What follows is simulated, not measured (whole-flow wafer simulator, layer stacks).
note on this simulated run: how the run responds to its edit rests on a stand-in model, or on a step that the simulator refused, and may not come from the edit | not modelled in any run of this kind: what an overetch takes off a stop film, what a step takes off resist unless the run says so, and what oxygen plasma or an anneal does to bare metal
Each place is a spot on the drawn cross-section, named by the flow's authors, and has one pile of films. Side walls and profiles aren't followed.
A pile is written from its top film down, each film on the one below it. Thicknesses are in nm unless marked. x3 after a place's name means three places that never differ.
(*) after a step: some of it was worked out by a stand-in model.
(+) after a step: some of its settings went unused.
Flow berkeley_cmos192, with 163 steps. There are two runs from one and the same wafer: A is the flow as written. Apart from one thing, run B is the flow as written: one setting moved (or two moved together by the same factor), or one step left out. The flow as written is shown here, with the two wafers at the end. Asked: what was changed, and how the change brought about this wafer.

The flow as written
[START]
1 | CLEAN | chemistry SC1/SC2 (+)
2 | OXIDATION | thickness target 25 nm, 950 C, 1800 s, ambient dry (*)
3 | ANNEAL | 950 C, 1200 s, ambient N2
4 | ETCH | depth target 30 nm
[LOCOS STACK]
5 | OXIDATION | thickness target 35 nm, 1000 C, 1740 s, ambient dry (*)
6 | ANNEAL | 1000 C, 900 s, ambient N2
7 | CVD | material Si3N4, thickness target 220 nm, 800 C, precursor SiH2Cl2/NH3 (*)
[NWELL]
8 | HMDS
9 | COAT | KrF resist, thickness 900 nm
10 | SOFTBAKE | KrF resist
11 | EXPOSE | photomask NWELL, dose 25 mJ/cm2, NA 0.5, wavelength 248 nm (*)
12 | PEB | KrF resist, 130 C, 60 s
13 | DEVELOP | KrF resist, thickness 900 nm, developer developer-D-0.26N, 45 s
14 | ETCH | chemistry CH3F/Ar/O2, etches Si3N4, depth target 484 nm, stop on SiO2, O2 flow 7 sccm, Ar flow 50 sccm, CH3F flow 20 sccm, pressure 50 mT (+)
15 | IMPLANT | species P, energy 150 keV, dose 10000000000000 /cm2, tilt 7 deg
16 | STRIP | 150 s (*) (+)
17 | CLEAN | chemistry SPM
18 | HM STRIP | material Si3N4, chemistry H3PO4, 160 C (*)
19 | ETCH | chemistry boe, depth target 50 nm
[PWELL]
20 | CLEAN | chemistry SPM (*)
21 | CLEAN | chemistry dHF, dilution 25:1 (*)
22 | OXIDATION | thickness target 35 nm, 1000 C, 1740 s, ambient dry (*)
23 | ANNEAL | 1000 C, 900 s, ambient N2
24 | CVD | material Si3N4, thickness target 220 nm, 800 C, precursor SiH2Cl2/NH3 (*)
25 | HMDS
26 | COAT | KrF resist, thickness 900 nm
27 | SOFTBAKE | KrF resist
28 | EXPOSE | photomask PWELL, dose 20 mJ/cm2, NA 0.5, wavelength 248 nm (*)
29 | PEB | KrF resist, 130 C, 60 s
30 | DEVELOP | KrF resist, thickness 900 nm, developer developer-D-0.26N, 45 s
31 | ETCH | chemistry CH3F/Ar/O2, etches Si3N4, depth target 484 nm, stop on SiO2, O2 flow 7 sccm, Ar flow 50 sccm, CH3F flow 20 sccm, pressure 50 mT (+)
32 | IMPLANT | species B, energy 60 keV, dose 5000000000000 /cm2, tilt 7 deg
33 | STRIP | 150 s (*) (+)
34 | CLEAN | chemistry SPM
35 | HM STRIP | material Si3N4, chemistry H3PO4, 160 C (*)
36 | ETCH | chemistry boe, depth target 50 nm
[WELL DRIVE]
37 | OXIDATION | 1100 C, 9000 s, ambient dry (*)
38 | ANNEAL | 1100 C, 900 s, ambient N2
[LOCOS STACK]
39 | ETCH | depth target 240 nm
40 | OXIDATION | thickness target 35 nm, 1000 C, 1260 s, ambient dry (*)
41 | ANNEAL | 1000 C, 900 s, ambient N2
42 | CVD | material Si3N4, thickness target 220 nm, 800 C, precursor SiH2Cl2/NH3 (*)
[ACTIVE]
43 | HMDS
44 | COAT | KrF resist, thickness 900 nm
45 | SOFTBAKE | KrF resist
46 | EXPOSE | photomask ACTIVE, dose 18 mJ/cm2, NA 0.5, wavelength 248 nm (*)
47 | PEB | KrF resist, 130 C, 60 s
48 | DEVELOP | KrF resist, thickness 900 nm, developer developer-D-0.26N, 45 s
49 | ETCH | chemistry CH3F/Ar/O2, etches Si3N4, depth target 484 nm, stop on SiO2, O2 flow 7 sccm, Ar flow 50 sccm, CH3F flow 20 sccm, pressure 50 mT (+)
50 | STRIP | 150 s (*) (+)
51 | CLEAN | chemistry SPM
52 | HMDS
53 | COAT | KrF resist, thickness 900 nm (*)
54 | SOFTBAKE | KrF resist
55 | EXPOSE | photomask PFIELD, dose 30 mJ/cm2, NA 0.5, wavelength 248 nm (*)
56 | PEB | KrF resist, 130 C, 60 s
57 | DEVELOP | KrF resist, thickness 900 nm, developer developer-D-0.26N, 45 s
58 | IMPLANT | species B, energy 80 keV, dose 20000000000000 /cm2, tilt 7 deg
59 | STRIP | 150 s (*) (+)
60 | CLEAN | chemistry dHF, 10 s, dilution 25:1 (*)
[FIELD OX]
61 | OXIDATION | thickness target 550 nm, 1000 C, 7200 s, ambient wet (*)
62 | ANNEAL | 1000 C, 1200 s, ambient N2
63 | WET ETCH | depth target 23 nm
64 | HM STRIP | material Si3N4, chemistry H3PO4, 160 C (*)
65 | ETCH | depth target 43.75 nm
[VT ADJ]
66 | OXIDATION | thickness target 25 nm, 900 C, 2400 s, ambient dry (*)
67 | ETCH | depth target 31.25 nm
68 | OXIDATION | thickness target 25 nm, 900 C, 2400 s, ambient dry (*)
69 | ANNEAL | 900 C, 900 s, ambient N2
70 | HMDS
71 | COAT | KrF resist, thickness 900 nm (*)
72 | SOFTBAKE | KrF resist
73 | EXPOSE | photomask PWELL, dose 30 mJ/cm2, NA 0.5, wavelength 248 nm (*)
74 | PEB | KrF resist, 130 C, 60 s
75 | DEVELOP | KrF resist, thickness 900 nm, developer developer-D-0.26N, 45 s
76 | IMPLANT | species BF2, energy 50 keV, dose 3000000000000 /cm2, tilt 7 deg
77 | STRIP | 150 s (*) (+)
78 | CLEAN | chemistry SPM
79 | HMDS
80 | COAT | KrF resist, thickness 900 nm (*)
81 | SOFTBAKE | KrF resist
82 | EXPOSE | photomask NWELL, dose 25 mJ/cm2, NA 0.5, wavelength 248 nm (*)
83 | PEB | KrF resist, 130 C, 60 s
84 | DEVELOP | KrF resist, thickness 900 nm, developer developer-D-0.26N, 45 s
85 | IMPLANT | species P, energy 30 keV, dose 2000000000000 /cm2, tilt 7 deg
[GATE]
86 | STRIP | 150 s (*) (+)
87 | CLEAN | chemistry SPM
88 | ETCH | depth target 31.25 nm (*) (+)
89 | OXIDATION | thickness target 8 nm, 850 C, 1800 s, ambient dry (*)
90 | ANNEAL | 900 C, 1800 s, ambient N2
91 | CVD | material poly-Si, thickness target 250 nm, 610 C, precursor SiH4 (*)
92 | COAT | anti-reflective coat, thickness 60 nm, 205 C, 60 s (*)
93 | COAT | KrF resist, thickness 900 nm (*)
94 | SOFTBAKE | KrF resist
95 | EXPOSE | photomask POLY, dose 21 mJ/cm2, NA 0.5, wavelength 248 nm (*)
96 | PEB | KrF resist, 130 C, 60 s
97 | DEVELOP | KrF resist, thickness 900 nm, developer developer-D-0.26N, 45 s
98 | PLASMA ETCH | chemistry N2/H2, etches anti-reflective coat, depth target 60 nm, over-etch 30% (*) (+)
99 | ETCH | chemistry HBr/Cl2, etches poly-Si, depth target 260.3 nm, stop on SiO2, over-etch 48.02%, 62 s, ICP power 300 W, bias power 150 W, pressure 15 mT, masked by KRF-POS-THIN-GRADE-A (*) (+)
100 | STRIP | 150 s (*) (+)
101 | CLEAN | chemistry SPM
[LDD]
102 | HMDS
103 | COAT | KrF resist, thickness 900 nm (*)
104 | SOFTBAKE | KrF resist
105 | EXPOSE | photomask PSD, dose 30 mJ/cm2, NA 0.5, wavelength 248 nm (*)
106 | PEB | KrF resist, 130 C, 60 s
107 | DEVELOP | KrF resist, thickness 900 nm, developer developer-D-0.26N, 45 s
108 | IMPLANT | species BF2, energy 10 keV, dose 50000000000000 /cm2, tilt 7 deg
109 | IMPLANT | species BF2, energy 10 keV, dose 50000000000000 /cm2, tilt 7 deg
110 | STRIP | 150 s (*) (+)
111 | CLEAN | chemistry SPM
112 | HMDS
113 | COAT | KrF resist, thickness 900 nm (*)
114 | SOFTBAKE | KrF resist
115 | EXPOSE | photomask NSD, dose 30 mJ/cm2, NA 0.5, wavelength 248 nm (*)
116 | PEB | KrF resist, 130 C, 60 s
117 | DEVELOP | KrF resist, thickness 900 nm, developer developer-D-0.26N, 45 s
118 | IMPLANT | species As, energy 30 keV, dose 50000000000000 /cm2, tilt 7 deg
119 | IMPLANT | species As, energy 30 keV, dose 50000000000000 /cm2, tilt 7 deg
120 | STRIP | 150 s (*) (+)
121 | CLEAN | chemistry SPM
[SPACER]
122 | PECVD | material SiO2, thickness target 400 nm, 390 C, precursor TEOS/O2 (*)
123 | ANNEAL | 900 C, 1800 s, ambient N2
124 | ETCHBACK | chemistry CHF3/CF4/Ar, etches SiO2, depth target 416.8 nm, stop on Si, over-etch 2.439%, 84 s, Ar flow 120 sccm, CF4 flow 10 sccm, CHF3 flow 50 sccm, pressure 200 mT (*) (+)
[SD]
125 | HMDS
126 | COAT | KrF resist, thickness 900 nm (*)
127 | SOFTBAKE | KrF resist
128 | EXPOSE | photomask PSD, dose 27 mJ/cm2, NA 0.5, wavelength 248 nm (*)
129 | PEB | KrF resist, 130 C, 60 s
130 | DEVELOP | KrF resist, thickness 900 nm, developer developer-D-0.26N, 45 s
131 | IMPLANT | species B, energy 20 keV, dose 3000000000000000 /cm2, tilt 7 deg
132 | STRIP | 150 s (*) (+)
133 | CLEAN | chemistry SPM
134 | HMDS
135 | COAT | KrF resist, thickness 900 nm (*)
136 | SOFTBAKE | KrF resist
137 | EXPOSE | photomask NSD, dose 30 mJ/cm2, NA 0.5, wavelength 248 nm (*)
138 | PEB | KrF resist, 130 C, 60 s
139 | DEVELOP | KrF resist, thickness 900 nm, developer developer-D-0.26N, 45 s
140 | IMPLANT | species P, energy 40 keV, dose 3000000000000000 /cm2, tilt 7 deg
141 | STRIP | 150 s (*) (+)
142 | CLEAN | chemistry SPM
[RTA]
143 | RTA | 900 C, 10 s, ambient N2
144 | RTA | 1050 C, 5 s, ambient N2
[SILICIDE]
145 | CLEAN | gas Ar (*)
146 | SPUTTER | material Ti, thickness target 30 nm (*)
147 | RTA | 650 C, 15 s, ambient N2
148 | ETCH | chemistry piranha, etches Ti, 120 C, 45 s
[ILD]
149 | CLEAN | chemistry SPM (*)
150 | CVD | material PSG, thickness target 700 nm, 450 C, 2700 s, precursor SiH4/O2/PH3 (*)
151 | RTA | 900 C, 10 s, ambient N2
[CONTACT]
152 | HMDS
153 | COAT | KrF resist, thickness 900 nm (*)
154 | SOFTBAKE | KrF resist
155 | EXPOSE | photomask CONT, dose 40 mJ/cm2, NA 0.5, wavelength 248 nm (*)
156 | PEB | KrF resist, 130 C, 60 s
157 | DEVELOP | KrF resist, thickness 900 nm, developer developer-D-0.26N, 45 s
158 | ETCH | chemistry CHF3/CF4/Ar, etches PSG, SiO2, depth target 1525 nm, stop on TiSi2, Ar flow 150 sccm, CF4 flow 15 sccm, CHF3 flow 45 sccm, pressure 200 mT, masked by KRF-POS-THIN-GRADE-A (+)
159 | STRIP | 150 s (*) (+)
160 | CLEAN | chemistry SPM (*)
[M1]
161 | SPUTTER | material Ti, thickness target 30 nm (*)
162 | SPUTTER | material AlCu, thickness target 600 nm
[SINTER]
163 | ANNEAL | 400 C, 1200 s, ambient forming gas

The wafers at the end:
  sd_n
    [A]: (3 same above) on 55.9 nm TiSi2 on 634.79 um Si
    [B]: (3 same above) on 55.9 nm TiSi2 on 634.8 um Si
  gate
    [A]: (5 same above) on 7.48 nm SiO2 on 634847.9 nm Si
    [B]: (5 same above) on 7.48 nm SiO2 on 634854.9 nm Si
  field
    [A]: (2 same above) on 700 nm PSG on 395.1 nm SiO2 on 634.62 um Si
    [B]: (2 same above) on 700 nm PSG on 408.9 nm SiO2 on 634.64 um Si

Cause: step 39, ETCH: depth target 146 nm was run, though the flow has depth target 240 nm.

How this came from the change, step by step:
  39 | ETCH | depth target 240 nm
      field, sd_n, spacer_n and 6 more: A -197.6 SiO2 (all of it) | B -146 SiO2
  40 | OXIDATION | thickness target 35 nm, 1000 C, 1260 s, ambient dry (*)
      field, sd_n, spacer_n and 6 more: A +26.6 SiO2 (new film), -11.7 Si | B +15.4 SiO2, -6.76 Si
  61 | OXIDATION | thickness target 550 nm, 1000 C, 7200 s, ambient wet (*)
      spacer_n, spacer_p, gate_p, contact, m1: A +12.1 SiO2 (new film), -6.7 Si3N4 | B +12.1 SiO2 (new film), -6.7 Si3N4, +0.03 SiO2
      gate: A +12.1 SiO2 (new film), -6.7 Si3N4, +0.05 SiO2, -0.05 Si | B +12.1 SiO2 (new film), -6.7 Si3N4, +0.03 SiO2
      (and at 3 other places as well)
  65 | ETCH | depth target 43.75 nm
      sd_n, spacer_n, gate, spacer_p, gate_p, contact, m1: A -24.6 SiO2 (all of it) | B -43.8 SiO2
      sd_p: A -24.6 SiO2 (all of it) | B -43.7 SiO2
  66 | OXIDATION | thickness target 25 nm, 900 C, 2400 s, ambient dry (*)
      spacer_n, gate, spacer_p, gate_p, contact, m1: A +14.9 SiO2 (new film), -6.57 Si | B +10.3 SiO2, -4.53 Si
      sd_n: A +14.9 SiO2 (new film), -6.57 Si | B +9.69 SiO2, -4.26 Si
      (and at 1 other place as well)
  67 | ETCH | depth target 31.25 nm
      sd_n, sd_p: A -14.9 SiO2 (all of it) | B -31.2 SiO2
      spacer_n, gate, spacer_p, gate_p, contact, m1: A -14.9 SiO2 (all of it) | B -31.5 SiO2 (all of it)
  68 | OXIDATION | thickness target 25 nm, 900 C, 2400 s, ambient dry (*)
      sd_n: A +14.9 SiO2 (new film), -6.57 Si | B +11.1 SiO2, -4.86 Si
      sd_p: A +14.9 SiO2 (new film), -6.57 Si | B +11 SiO2, -4.83 Si
  88 | ETCH | depth target 31.25 nm (*) (+)
      sd_n: A -14.9 SiO2 (all of it) | B -16.8 SiO2 (all of it)
      sd_p: A -14.9 SiO2 (all of it) | B -16.9 SiO2 (all of it)
  92 | COAT | anti-reflective coat, thickness 60 nm, 205 C, 60 s (*)
      sd_n: A +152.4 anti-reflective coat (new film) | B +170.8 anti-reflective coat (new film)
      spacer_n: A +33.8 anti-reflective coat (new film) | B +28.2 anti-reflective coat (new film)
      (and at 6 other places as well)
  98 | PLASMA ETCH | chemistry N2/H2, etches anti-reflective coat, depth target 60 nm, over-etch 30% (*) (+)
      field: A -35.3 anti-reflective coat (all of it), -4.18 poly-Si | B -35.4 anti-reflective coat (all of it), -4.79 poly-Si
      sd_n: A -152.4 anti-reflective coat (all of it), -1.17 poly-Si | B -170.8 anti-reflective coat (all of it), -1.31 poly-Si
      (and at 5 other places as well)
  100 | STRIP | 150 s (*) (+)
      gate: A +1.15 chemical SiO2 (new film), -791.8 KrF resist (all of it), -30 anti-reflective coat (all of it), -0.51 poly-Si | B +1.15 chemical SiO2 (new film), -812.2 KrF resist (all of it), -23.8 anti-reflective coat (all of it), -0.51 poly-Si
      gate_p: A +1.15 chemical SiO2 (new film), -765.1 KrF resist (all of it), -31 anti-reflective coat (all of it), -0.51 poly-Si | B +1.15 chemical SiO2 (new film), -777.9 KrF resist (all of it), -26.9 anti-reflective coat (all of it), -0.51 poly-Si
  147 | RTA | 650 C, 15 s, ambient N2
      sd_p: A -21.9 Ti, +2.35 TiSi first (new film), +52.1 TiSi2 C49 (new film), -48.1 Si | B -21.6 Ti, +1.67 TiSi first (new film), +52.4 TiSi2 C49 (new film), -47.9 Si
  151 | RTA | 900 C, 10 s, ambient N2
      sd_p: A under 1 film: +52.2 TiSi2 (new film), -2.25 TiSi first (all of it), -52.1 TiSi2 C49 (all of it), -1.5 Si | B under 1 film: +51.5 TiSi2 (new film), -1.57 TiSi first (all of it), -52.4 TiSi2 C49 (all of it), -1.04 Si
  162 | SPUTTER | material AlCu, thickness target 600 nm
      sd_p: A +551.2 AlCu (new film) | B +537.4 AlCu (new film)
